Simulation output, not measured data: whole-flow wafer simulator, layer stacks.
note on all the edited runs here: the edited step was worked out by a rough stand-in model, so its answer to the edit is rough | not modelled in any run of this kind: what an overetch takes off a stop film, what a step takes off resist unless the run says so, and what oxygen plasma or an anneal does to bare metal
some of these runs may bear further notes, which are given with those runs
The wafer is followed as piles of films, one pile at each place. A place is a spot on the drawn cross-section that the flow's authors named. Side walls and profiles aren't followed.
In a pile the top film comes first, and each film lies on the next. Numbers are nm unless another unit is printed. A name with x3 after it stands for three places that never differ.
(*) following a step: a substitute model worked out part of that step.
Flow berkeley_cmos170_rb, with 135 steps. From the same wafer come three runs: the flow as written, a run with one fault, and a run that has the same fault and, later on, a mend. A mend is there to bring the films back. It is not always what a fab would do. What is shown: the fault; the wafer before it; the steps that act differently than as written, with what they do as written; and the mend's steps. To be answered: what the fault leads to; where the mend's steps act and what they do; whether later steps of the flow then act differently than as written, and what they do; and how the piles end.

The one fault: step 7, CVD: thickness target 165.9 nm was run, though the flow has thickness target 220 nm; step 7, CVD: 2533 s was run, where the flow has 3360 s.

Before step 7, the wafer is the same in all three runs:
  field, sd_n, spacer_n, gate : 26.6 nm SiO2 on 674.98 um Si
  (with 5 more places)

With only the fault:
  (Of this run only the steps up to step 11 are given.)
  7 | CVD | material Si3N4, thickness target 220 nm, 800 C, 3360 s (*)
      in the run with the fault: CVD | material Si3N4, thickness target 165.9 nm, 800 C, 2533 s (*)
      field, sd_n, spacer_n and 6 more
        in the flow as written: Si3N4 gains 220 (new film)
        in the run with the fault: Si3N4 gains 165.9 (new film)
  Later steps of the flow up to step 11 that are run all act as written at every place that is followed.
  The piles after step 11 differ from the flow's at field, sd_n, spacer_n and 6 more by more than 2% or 0.5 nm, whichever is larger.
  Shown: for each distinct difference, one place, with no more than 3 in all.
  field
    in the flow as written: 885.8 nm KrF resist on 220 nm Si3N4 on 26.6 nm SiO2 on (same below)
    in the run with the fault: 885.8 nm KrF resist on 165.9 nm Si3N4 on 26.6 nm SiO2 on (same below)
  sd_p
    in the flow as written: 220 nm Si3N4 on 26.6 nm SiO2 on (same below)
    in the run with the fault: 165.9 nm Si3N4 on 26.6 nm SiO2 on (same below)

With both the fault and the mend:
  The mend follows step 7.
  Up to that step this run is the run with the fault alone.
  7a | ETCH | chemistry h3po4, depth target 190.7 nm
      field, sd_n, spacer_n and 6 more
        Si3N4 loses 165.9 (all of it)
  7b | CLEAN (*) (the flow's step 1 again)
      alters no film at any place that is followed
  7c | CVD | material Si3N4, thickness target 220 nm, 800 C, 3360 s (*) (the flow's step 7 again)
      field, sd_n, spacer_n and 6 more
        Si3N4 gains 220 (new film)
  Later steps of the flow that are run all act as written at every place that is followed.
  The piles end the same as the flow's at every place that both follow.
